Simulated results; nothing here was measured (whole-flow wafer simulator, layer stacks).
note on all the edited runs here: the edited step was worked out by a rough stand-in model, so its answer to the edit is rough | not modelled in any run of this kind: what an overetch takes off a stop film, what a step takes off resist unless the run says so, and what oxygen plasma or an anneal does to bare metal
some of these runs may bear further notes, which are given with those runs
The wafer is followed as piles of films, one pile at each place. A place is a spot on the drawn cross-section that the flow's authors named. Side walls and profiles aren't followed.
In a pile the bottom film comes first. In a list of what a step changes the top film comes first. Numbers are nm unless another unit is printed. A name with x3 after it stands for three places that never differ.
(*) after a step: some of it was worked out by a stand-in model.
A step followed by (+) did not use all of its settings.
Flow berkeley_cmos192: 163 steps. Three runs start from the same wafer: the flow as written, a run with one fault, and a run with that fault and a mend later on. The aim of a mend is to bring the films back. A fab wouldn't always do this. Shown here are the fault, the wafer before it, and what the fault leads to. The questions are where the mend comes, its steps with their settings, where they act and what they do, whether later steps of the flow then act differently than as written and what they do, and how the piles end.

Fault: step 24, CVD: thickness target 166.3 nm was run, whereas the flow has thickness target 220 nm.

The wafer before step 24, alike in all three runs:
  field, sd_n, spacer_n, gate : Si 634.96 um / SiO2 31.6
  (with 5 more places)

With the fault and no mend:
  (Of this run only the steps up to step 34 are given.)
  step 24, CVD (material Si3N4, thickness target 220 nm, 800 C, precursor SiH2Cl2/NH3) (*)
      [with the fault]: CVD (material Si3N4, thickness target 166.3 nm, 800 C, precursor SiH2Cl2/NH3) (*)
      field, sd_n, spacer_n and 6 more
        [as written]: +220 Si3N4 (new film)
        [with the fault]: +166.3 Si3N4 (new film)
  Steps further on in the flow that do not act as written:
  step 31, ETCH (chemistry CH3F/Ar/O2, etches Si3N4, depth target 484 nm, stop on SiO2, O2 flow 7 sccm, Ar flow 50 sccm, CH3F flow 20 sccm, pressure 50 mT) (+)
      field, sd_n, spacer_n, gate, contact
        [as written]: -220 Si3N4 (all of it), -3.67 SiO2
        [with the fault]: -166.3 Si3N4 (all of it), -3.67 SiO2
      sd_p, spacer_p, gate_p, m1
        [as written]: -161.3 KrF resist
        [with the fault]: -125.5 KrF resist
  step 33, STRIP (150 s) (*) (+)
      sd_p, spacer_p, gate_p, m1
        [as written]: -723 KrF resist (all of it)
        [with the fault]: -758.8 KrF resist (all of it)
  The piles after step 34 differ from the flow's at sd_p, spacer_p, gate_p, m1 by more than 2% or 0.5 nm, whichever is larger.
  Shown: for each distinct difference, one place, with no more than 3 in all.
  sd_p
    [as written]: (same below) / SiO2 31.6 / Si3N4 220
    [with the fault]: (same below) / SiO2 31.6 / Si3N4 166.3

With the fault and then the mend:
  The mend stands after step 30.
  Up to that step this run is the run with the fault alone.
  step 30a, STRIP (150 s) (*) (+)
      sd_p, spacer_p, gate_p, m1
        -884.4 KrF resist (all of it)
  step 30b, CLEAN (chemistry SPM) (the flow's step 17, run once more)
      leaves every film unchanged at each place that is followed
  step 30c, CVD (material Si3N4, thickness target 53.68 nm, 800 C, precursor SiH2Cl2/NH3) (*) (the flow's step 24, run once more with other settings)
      field, sd_n, spacer_n and 6 more
        +53.7 Si3N4
  step 30d, HMDS (the flow's step 25, run once more)
      leaves every film unchanged at each place that is followed
  step 30e, COAT (KrF resist, thickness 900 nm) (the flow's step 26, run once more)
      field, sd_n, spacer_n and 6 more
        +900 KrF resist (new film)
  step 30f, SOFTBAKE (KrF resist) (the flow's step 27, run once more)
      leaves every film unchanged at each place that is followed
  step 30g, EXPOSE (photomask PWELL, dose 20 mJ/cm2, NA 0.5, wavelength 248 nm) (*) (the flow's step 28, run once more)
      leaves every film unchanged at each place that is followed
  step 30h, PEB (KrF resist, 130 C, 60 s) (the flow's step 29, run once more)
      field, sd_n, spacer_n and 6 more
        -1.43 KrF resist
  step 30i, DEVELOP (KrF resist, thickness 900 nm, developer developer-D-0.26N, 45 s) (the flow's step 30, run once more)
      field, sd_n, spacer_n, gate, contact
        -898.6 KrF resist (all of it)
      sd_p, spacer_p, gate_p, m1
        -14.2 KrF resist
  Every later step of the flow that is run acts as written at every place that is followed.
  At every place that both follow, the piles at the end match the flow's.
